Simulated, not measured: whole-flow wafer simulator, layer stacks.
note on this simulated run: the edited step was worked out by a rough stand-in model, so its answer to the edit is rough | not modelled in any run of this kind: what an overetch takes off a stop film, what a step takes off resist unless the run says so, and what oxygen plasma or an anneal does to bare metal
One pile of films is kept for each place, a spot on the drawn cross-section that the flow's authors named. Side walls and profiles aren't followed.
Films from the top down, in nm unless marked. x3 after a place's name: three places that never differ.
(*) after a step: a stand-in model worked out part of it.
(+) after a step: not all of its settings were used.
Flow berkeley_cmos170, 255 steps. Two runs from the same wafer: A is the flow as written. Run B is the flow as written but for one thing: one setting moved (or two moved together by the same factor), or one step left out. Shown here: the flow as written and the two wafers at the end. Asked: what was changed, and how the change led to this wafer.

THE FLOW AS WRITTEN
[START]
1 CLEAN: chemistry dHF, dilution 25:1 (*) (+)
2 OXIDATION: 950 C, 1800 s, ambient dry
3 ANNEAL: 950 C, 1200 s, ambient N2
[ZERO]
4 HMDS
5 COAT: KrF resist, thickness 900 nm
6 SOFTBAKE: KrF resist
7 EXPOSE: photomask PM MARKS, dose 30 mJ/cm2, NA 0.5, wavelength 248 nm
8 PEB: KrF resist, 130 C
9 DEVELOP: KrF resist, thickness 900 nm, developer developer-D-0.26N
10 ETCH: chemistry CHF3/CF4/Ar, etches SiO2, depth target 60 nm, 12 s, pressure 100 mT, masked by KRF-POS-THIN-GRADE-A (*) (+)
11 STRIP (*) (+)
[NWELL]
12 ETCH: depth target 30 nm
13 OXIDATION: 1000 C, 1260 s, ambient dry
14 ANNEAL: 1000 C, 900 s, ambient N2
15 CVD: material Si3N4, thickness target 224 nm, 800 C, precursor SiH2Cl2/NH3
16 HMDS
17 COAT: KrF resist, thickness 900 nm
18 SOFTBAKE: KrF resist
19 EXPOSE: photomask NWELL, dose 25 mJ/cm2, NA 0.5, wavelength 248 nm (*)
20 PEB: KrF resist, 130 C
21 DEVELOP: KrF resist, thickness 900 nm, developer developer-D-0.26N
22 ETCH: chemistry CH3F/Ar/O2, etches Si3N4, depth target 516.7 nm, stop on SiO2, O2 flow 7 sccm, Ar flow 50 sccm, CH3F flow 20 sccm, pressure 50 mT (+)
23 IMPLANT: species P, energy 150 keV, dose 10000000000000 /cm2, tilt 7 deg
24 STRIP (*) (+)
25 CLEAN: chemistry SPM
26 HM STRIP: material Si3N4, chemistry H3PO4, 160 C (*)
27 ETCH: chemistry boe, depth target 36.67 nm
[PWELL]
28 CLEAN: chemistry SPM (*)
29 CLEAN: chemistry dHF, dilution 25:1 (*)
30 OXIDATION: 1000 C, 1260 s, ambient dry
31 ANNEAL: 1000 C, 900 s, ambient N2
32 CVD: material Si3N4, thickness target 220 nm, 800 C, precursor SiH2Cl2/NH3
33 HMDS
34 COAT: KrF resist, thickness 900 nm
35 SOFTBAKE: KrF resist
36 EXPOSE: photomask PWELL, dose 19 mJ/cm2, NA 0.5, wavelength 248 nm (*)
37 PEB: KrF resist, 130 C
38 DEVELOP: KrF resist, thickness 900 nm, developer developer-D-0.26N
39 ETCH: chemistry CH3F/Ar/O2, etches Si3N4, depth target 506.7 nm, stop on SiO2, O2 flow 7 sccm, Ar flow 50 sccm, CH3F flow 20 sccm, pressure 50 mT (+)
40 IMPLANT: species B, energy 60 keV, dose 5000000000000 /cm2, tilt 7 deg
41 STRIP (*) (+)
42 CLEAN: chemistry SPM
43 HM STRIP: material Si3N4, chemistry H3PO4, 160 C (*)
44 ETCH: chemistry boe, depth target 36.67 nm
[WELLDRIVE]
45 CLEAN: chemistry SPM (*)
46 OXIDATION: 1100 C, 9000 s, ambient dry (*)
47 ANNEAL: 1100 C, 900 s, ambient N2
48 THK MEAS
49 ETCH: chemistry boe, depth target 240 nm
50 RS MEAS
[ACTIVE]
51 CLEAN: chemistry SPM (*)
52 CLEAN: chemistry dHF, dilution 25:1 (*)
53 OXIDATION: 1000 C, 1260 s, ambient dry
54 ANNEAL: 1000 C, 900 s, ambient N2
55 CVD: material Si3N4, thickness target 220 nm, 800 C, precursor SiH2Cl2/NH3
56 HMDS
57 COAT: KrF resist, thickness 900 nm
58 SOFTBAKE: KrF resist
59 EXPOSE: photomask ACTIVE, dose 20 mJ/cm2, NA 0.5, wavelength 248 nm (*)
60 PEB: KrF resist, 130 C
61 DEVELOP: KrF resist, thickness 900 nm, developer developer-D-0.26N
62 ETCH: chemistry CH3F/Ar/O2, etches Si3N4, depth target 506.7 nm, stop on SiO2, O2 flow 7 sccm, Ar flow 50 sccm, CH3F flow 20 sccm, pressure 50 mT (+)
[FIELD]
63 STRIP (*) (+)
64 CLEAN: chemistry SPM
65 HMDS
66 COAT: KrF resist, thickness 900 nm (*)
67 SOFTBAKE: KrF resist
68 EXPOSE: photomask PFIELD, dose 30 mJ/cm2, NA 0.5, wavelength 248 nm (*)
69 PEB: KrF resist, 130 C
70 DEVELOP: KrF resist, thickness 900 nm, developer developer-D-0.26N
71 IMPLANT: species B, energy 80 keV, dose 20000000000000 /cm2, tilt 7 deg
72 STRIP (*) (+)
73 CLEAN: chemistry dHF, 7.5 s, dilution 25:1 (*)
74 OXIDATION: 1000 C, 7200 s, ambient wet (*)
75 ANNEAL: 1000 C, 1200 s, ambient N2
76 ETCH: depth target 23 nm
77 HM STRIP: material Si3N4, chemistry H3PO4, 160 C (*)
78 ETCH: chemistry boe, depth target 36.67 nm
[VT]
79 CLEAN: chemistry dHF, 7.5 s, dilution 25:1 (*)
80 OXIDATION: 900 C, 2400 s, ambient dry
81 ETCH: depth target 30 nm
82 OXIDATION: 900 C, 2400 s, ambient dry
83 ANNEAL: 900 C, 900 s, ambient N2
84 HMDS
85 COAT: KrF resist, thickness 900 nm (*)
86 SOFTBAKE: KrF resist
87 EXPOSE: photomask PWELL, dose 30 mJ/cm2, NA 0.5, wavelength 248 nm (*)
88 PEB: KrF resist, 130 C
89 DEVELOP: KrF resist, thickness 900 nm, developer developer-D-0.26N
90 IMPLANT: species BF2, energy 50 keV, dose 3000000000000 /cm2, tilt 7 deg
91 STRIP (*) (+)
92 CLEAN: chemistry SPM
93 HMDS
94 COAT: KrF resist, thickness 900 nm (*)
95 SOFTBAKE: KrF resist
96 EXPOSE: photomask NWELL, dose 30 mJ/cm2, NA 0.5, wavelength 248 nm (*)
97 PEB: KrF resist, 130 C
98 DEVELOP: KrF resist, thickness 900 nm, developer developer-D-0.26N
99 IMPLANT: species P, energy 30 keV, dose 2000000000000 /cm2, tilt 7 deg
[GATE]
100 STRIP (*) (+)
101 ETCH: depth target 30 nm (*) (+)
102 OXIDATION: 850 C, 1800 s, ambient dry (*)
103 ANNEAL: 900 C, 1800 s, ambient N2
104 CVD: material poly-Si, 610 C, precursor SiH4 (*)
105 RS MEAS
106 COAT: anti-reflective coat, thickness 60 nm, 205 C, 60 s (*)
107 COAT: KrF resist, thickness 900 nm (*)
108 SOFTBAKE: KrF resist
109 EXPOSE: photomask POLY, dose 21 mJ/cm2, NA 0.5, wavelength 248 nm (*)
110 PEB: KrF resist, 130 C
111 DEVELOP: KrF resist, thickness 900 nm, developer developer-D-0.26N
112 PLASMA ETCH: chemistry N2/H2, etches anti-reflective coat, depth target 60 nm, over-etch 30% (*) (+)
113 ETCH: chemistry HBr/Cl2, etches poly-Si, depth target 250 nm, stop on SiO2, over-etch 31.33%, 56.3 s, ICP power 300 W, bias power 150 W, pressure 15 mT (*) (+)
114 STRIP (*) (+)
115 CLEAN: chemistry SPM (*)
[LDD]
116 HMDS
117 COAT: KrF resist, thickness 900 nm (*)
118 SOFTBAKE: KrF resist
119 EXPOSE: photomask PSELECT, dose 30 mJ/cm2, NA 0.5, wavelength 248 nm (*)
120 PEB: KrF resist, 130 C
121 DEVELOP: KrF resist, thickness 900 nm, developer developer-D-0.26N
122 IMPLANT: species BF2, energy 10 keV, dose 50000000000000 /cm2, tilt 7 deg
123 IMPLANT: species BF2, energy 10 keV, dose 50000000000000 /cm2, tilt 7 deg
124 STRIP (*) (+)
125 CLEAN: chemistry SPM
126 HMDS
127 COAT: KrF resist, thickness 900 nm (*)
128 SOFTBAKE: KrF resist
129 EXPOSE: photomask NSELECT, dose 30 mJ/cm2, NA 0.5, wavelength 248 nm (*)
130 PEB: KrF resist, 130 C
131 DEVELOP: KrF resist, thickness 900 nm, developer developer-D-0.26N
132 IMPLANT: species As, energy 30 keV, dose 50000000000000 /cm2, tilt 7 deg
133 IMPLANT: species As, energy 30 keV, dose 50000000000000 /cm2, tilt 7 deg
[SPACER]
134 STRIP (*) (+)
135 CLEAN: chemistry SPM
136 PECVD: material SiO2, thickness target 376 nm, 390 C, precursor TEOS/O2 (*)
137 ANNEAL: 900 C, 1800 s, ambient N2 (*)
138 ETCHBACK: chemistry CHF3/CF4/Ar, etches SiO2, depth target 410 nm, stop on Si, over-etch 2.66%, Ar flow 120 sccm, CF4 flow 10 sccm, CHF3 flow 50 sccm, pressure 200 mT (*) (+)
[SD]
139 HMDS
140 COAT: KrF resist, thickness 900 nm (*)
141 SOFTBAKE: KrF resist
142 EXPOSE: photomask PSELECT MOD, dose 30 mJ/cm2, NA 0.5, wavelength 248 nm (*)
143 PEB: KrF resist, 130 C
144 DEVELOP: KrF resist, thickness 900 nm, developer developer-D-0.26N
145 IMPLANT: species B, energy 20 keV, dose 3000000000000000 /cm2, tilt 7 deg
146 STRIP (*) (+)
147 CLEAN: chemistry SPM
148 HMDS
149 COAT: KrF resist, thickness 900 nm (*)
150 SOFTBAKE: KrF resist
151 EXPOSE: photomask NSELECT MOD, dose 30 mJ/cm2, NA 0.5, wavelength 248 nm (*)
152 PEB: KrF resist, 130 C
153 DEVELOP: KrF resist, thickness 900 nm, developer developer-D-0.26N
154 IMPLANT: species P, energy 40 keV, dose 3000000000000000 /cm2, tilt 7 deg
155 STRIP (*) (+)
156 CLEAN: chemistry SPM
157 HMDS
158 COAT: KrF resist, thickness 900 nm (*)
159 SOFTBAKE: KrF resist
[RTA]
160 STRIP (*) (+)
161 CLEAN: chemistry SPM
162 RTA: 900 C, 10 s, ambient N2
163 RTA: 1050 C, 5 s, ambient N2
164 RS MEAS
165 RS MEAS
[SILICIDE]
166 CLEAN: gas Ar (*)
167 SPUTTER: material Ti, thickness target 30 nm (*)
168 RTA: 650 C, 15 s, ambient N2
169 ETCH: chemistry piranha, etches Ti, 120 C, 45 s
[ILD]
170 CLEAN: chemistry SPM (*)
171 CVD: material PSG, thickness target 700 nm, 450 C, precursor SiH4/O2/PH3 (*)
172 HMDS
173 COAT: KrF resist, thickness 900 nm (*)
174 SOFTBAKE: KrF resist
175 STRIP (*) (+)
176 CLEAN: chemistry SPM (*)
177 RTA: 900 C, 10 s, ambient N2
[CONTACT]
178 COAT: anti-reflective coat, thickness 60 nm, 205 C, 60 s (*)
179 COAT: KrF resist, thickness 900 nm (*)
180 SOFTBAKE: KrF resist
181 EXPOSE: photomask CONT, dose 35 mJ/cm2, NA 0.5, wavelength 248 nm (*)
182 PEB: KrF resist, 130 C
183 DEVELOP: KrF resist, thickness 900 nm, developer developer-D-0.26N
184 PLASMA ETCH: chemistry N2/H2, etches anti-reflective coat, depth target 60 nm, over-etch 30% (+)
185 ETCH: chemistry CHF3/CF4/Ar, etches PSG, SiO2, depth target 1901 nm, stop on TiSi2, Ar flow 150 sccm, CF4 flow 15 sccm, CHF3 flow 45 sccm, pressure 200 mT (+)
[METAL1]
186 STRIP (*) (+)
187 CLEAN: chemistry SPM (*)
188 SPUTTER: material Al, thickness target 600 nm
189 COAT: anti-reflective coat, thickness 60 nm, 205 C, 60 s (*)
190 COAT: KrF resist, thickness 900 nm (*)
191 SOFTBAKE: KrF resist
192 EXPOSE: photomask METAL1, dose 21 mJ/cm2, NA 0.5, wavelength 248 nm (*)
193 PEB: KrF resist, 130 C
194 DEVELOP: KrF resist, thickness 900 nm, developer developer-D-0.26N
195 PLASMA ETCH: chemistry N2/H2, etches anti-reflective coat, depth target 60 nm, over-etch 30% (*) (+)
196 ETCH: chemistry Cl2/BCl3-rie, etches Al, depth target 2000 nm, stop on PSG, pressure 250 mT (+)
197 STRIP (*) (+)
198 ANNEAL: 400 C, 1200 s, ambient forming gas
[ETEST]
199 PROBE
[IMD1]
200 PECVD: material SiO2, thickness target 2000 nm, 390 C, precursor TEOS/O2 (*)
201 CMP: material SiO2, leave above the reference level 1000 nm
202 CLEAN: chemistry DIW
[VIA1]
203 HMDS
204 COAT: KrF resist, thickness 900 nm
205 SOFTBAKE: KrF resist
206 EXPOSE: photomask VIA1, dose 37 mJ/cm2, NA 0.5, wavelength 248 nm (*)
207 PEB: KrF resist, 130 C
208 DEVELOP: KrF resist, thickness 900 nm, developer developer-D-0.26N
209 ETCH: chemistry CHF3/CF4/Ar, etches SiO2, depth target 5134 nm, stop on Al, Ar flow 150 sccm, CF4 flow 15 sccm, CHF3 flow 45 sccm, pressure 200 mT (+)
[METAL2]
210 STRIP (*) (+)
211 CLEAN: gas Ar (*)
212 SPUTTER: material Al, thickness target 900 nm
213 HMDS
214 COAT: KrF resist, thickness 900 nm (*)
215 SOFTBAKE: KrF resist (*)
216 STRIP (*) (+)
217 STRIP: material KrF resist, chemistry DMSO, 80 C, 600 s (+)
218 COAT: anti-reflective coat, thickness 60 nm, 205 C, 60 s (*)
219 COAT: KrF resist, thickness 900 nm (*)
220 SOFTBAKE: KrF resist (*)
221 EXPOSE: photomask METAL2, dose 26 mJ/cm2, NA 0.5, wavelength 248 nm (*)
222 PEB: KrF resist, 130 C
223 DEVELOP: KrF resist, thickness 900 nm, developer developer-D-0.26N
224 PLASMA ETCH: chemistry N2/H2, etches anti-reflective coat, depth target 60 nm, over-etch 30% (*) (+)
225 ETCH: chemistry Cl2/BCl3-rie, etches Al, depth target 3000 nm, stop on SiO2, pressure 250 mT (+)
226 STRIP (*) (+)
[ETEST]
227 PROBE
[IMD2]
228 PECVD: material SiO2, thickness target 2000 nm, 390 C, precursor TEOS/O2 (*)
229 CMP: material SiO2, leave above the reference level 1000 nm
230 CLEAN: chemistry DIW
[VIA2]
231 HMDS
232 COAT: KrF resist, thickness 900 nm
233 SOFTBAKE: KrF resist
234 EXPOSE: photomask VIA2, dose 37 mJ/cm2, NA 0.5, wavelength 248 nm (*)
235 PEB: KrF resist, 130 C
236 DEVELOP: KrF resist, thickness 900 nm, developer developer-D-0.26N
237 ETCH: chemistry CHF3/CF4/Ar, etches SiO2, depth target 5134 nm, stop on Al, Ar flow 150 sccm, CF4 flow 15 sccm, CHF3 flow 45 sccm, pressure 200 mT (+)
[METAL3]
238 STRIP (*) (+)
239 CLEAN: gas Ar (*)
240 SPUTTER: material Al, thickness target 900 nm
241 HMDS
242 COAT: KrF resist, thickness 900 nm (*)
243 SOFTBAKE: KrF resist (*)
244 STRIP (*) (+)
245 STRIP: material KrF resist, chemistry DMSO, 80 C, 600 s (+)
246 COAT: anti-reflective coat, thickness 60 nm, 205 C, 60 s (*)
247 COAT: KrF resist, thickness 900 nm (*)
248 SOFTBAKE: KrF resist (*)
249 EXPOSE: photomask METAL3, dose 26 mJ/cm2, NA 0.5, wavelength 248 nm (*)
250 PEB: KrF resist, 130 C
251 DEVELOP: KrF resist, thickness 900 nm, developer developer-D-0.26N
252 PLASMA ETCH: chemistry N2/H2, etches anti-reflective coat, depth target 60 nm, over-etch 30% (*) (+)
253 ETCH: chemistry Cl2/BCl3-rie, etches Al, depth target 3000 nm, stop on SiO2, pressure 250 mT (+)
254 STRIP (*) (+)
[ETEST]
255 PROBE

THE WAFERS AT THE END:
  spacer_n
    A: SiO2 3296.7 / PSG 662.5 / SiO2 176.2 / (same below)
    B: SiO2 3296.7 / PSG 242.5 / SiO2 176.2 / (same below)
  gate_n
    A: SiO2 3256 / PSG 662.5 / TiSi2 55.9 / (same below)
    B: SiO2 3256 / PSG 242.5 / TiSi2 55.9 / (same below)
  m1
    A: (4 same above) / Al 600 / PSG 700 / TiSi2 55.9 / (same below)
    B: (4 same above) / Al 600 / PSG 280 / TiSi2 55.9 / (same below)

The cause: step 171, CVD: thickness target 280 nm was run, where the flow has thickness target 700 nm.
It can be read off the wafer: m1 has PSG 280, and step 171 as written asks for 700 nm.

How the change led to this, step by step:
  171 CVD: material PSG, thickness target 700 nm, 450 C, precursor SiH4/O2/PH3 (*)
      field, sd_n, spacer_n and 9 more: A PSG +700 (new film) | B PSG +280 (new film)
  173 COAT: KrF resist, thickness 900 nm (*)
      gate_n: A KrF resist +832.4 (new film) | B KrF resist +815 (new film)
  175 STRIP (*) (+)
      gate_n: A KrF resist -832.4 (all of it) | B KrF resist -815 (all of it)
  178 COAT: anti-reflective coat, thickness 60 nm, 205 C, 60 s (*)
      field: A anti-reflective coat +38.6 (new film) | B anti-reflective coat +36.2 (new film)
      sd_n: A anti-reflective coat +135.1 (new film) | B anti-reflective coat +129.6 (new film)
      (and at 5 more places)
  184 PLASMA ETCH: chemistry N2/H2, etches anti-reflective coat, depth target 60 nm, over-etch 30% (+)
      field, sd_n, spacer_n and 8 more: A KrF resist -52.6 | B KrF resist -49.7
      contact: A anti-reflective coat -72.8 (all of it), PSG -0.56 | B anti-reflective coat -68.8 (all of it), PSG -0.53
  185 ETCH: chemistry CHF3/CF4/Ar, etches PSG, SiO2, depth target 1901 nm, stop on TiSi2, Ar flow 150 sccm, CF4 flow 15 sccm, CHF3 flow 45 sccm, pressure 200 mT (+)
      field, sd_n, spacer_n and 8 more: A KrF resist -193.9 | B KrF resist -88.9
      contact: A PSG -699.4 (all of it), TiSi2 -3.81 | B PSG -279.5 (all of it), TiSi2 -3.81
  186 STRIP (*) (+)
      field: A KrF resist -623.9 (all of it), anti-reflective coat -38.6 (all of it) | B KrF resist -731.2 (all of it), anti-reflective coat -36.2 (all of it)
      sd_n: A KrF resist -643.8 (all of it), anti-reflective coat -135.1 (all of it) | B KrF resist -754.2 (all of it), anti-reflective coat -129.6 (all of it)
      (and at 9 more places)
  188 SPUTTER: material Al, thickness target 600 nm
      contact: A Al +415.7 (new film) | B Al +536.7 (new film)
  189 COAT: anti-reflective coat, thickness 60 nm, 205 C, 60 s (*)
      field: A anti-reflective coat +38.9 (new film) | B anti-reflective coat +37.5 (new film)
      sd_n: A anti-reflective coat +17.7 (new film) | B anti-reflective coat +41.9 (new film)
      (and at 7 more places)
  190 COAT: KrF resist, thickness 900 nm (*)
      sd_n: A KrF resist +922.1 (new film) | B KrF resist +945.1 (new film)
      contact: A KrF resist +1495.4 (new film) | B KrF resist +1150.5 (new film)
  193 PEB: KrF resist, 130 C
      contact: A KrF resist -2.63 | B KrF resist -1.92
  194 DEVELOP: KrF resist, thickness 900 nm, developer developer-D-0.26N
      sd_n: A KrF resist -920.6 (all of it) | B KrF resist -943.6 (all of it)
  195 PLASMA ETCH: chemistry N2/H2, etches anti-reflective coat, depth target 60 nm, over-etch 30% (*) (+)
      field: A anti-reflective coat -38.9 (all of it) | B anti-reflective coat -37.5 (all of it)
      sd_n: A anti-reflective coat -17.7 (all of it) | B anti-reflective coat -41.9 (all of it)
      (and at 4 more places)
  197 STRIP (*) (+)
      contact: A KrF resist -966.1 (all of it), anti-reflective coat -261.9 (all of it) | B KrF resist -622.9 (all of it), anti-reflective coat -140.7 (all of it)
      m1: A KrF resist -404.7 (all of it), anti-reflective coat -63 (all of it) | B KrF resist -408.1 (all of it), anti-reflective coat -65.2 (all of it)
      (and at 1 more place)
  200 PECVD: material SiO2, thickness target 2000 nm, 390 C, precursor TEOS/O2 (*)
      sd_n: A SiO2 +2000 (new film) | B SiO2 +2062.5 (new film)
      contact: A SiO2 +1949.3 (new film) | B SiO2 +2000 (new film)
  201 CMP: material SiO2, leave above the reference level 1000 nm
      sd_n: A SiO2 -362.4 | B SiO2 -424.9
      contact: A SiO2 -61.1 | B SiO2 -652.8
